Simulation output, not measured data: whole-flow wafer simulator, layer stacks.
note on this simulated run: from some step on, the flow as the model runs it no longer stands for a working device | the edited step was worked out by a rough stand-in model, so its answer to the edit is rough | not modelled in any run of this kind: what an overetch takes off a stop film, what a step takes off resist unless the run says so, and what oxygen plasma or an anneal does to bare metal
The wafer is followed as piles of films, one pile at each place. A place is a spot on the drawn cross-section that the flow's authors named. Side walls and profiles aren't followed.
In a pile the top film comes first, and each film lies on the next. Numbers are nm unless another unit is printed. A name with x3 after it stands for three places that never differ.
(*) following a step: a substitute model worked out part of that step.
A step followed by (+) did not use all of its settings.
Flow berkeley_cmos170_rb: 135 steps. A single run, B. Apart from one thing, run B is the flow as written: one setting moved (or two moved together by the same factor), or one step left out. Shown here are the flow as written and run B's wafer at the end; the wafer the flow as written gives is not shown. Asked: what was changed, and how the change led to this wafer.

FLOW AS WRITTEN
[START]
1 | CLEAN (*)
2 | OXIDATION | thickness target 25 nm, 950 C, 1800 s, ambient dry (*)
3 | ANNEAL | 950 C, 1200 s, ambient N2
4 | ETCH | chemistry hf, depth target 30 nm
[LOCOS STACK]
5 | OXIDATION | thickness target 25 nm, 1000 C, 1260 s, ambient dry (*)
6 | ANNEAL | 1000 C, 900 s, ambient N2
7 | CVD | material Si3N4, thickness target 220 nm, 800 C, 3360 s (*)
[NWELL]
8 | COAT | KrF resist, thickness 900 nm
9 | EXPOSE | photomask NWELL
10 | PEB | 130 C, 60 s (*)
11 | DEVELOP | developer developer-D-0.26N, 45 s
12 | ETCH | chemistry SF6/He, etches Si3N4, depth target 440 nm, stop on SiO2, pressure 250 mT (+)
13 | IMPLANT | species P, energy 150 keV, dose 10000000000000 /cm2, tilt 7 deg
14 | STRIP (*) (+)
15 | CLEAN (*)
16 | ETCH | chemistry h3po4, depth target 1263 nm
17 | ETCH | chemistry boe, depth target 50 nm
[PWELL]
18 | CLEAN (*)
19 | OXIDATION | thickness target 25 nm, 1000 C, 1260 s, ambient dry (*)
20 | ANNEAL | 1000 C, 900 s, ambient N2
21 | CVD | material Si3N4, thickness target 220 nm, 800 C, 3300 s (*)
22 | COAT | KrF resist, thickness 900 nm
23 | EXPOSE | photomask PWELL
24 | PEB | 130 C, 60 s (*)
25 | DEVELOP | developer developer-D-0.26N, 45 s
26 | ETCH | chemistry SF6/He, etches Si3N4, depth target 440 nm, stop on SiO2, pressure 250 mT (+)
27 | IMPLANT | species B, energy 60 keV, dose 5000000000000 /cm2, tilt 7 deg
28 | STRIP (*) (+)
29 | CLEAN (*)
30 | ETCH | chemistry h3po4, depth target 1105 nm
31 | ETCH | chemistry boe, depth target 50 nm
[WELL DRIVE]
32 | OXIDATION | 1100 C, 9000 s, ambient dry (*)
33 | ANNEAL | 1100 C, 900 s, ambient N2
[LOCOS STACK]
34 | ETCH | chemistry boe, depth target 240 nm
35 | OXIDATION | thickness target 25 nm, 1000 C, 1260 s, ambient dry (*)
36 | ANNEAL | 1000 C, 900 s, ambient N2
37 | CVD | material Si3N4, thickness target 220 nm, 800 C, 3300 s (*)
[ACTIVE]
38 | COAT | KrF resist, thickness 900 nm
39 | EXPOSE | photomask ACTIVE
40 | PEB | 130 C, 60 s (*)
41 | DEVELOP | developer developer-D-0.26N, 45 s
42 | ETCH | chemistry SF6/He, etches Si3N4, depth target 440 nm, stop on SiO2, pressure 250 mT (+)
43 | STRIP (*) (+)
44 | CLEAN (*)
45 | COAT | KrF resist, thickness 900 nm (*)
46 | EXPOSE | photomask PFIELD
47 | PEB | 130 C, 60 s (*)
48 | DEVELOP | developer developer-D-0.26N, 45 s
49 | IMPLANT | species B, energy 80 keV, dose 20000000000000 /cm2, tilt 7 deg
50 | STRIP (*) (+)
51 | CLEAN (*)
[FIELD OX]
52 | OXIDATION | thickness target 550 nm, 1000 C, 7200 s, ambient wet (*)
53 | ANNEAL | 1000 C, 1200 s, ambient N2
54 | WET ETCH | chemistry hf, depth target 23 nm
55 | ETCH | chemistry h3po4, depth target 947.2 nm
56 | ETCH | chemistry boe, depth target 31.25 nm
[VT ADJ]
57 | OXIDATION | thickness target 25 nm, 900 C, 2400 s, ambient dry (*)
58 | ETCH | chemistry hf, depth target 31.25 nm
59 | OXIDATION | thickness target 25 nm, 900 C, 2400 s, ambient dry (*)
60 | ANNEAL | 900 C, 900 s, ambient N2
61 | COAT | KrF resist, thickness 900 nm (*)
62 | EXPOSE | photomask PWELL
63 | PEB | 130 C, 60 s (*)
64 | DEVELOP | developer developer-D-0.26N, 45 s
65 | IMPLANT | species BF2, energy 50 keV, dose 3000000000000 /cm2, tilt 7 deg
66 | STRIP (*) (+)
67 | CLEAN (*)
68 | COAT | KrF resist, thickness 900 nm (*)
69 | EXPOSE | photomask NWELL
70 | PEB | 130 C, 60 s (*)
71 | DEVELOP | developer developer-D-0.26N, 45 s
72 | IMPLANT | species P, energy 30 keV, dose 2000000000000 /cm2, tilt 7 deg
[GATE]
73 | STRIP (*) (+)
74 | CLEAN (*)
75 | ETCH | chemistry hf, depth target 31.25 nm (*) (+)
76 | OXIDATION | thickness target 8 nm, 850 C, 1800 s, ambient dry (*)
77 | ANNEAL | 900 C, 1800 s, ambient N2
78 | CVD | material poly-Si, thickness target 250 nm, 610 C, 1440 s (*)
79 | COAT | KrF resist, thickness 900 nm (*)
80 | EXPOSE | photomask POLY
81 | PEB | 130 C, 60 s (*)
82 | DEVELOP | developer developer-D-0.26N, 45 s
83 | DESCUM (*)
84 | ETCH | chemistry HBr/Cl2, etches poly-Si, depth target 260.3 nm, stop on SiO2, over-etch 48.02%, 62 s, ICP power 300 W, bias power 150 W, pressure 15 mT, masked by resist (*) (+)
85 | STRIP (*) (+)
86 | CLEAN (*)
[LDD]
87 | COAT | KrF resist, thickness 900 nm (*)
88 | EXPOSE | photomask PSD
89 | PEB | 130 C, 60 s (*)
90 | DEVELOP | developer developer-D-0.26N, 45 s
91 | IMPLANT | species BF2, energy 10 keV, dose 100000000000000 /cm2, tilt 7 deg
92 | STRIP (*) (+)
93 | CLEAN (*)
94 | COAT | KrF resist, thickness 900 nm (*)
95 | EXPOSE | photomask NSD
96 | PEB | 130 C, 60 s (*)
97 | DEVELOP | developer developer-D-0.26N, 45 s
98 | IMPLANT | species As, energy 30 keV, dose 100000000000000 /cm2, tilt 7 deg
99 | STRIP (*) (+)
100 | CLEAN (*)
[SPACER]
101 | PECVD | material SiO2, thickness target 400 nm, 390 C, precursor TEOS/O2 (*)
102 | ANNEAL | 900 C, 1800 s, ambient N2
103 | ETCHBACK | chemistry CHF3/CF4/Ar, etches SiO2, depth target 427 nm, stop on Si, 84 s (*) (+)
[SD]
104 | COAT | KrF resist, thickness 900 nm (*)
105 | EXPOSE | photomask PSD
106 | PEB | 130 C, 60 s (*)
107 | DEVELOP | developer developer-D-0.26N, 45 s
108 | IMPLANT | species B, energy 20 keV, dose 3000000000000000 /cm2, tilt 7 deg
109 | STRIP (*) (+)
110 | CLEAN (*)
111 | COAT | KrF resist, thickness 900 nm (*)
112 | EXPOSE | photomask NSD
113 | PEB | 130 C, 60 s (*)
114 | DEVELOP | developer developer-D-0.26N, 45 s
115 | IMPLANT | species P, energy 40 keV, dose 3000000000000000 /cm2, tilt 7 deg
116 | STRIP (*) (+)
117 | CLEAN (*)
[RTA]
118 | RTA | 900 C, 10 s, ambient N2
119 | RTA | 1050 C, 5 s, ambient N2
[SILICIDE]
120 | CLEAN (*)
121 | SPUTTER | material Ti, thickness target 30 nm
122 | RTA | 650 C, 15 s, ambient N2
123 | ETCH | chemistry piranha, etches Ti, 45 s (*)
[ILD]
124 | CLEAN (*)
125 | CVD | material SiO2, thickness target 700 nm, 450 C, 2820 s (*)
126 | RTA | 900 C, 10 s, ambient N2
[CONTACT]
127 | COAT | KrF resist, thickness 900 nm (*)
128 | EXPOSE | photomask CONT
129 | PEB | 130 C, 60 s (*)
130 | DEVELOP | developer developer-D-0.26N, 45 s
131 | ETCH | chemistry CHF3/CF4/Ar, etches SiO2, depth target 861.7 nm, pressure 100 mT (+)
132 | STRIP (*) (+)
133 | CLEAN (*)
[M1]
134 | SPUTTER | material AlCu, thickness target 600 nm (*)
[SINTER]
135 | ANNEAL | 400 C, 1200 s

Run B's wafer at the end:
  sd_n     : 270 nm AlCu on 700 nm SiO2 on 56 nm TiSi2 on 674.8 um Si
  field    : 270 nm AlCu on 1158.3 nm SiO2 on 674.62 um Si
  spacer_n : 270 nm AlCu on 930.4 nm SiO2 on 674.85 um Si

Cause: step 134, SPUTTER: thickness target 270 nm was run, while the flow as written has thickness target 600 nm.
The wafer lets one read it off: sd_n has AlCu 270, and step 134 as written asks for 600 nm.

How this came from the change, step by step:
  134 | SPUTTER | material AlCu, thickness target 600 nm (*)
      field, sd_n, spacer_n, gate, spacer_p, gate_p, m1: AlCu gains 270 (new film) (as written it would have been: AlCu gains 600 (new film))
      sd_p: AlCu gains 240.4 (new film) (as written it would have been: AlCu gains 545.9 (new film))
      (also at 1 further place)
